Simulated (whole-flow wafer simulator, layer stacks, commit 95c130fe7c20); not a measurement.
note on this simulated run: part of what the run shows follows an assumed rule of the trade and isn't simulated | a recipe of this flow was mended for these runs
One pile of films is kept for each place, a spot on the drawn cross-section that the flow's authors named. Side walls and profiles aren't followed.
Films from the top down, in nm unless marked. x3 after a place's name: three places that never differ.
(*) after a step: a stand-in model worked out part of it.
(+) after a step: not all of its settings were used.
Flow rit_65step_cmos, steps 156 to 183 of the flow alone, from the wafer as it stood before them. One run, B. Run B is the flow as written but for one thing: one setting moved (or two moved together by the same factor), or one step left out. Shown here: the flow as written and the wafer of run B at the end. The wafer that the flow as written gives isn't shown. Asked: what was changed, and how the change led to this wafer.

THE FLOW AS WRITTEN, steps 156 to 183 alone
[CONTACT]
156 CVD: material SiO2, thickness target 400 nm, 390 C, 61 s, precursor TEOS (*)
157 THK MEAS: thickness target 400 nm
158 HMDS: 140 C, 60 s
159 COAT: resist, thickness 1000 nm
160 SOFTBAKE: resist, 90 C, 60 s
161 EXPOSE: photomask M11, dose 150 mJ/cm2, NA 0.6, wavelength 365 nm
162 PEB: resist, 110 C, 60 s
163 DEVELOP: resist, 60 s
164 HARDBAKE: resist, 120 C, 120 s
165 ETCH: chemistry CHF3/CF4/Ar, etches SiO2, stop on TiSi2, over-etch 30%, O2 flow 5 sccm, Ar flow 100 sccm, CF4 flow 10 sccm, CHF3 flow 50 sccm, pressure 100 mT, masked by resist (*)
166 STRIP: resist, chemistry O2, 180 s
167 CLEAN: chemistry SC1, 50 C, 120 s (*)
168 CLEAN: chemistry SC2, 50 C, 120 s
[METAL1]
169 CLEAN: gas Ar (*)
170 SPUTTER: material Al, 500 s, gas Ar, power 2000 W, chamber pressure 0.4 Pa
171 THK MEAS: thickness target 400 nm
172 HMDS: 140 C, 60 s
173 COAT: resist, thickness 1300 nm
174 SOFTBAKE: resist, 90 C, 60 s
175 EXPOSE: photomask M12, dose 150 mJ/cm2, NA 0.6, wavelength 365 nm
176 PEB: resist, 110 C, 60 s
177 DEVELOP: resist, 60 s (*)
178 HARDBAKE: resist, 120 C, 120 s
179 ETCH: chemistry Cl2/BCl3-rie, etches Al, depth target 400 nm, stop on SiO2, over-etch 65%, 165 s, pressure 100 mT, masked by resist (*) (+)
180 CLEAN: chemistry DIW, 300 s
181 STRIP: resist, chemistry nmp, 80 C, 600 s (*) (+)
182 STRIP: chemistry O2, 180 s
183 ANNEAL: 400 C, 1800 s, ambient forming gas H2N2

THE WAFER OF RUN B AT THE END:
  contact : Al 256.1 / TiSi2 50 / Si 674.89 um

The cause: step 165, ETCH: over-etch 17.6% was run, where the flow has over-etch 30%.

How the change led to this, step by step:
  165 ETCH: chemistry CHF3/CF4/Ar, etches SiO2, stop on TiSi2, over-etch 30%, O2 flow 5 sccm, Ar flow 100 sccm, CF4 flow 10 sccm, CHF3 flow 50 sccm, pressure 100 mT, masked by resist (*)
      field, field_pw, field_nw and 10 more: resist -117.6 (as written it would be: resist -130)
      contact: SiO2 -400 (all of it), TiSi2 -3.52 (as written it would be: SiO2 -400 (all of it), TiSi2 -6)
  166 STRIP: resist, chemistry O2, 180 s
      gate_n: resist -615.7 (all of it) (as written it would be: resist -603.3 (all of it))
      gate_p: resist -615.6 (all of it) (as written it would be: resist -603.2 (all of it))
